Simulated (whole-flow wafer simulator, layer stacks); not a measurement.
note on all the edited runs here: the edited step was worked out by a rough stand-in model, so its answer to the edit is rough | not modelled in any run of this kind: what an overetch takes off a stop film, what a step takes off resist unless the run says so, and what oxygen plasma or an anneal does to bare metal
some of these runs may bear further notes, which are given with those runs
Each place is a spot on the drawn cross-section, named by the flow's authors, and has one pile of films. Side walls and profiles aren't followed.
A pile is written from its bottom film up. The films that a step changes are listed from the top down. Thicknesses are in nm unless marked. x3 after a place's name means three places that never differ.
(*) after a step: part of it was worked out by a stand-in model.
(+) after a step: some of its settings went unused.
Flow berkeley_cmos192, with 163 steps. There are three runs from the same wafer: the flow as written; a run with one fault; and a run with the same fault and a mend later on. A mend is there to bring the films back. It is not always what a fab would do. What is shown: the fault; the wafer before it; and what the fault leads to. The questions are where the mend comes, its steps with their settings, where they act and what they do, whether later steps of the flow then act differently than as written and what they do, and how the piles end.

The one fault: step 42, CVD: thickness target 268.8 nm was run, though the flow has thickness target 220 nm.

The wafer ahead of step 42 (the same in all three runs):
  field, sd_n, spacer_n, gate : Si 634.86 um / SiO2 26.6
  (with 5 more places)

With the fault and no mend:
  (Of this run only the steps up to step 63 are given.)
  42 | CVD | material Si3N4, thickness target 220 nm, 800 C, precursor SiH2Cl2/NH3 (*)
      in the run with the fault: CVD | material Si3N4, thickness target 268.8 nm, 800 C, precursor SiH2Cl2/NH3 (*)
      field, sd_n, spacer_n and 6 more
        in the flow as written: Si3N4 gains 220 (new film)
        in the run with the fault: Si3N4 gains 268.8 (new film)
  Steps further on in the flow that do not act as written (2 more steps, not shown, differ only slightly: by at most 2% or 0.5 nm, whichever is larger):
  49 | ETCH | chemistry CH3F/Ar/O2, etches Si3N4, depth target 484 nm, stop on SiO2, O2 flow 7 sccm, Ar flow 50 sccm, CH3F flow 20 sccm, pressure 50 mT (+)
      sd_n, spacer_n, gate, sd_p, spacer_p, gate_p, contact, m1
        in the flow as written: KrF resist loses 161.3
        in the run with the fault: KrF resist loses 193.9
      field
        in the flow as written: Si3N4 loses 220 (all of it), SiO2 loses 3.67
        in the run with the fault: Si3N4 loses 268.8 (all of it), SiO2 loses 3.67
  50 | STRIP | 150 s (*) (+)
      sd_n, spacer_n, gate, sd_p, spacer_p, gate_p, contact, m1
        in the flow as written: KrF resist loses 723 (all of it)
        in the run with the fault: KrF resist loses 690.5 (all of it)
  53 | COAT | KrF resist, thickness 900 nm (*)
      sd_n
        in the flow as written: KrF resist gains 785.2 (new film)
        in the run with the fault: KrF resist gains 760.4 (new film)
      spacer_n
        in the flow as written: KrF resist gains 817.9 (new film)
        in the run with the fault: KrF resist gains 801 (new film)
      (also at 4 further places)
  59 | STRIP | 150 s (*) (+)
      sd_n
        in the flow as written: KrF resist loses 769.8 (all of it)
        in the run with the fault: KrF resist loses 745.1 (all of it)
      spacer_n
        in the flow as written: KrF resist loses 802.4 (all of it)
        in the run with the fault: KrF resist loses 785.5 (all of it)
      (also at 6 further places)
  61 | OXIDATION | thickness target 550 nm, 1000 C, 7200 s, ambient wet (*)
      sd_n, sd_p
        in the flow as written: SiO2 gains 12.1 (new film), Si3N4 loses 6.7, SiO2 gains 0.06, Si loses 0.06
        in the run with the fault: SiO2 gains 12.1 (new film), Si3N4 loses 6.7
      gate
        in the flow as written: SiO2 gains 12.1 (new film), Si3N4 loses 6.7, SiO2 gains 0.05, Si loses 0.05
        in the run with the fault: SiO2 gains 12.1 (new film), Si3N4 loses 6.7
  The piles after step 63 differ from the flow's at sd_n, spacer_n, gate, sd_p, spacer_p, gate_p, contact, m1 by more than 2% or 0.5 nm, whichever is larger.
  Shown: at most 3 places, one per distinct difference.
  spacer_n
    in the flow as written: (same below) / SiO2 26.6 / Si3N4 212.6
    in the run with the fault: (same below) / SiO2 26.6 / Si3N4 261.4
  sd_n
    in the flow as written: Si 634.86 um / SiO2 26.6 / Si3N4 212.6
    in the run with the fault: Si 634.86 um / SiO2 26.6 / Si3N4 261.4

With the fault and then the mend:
  The mend follows step 42.
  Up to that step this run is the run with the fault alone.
  42a | ETCH | chemistry h3po4, depth target 48.8 nm
      field, sd_n, spacer_n and 6 more
        Si3N4 loses 48.8
  Every later step of the flow that is run acts as written at every place that is followed.
  By the end, the piles equal the flow's at every place that both follow.
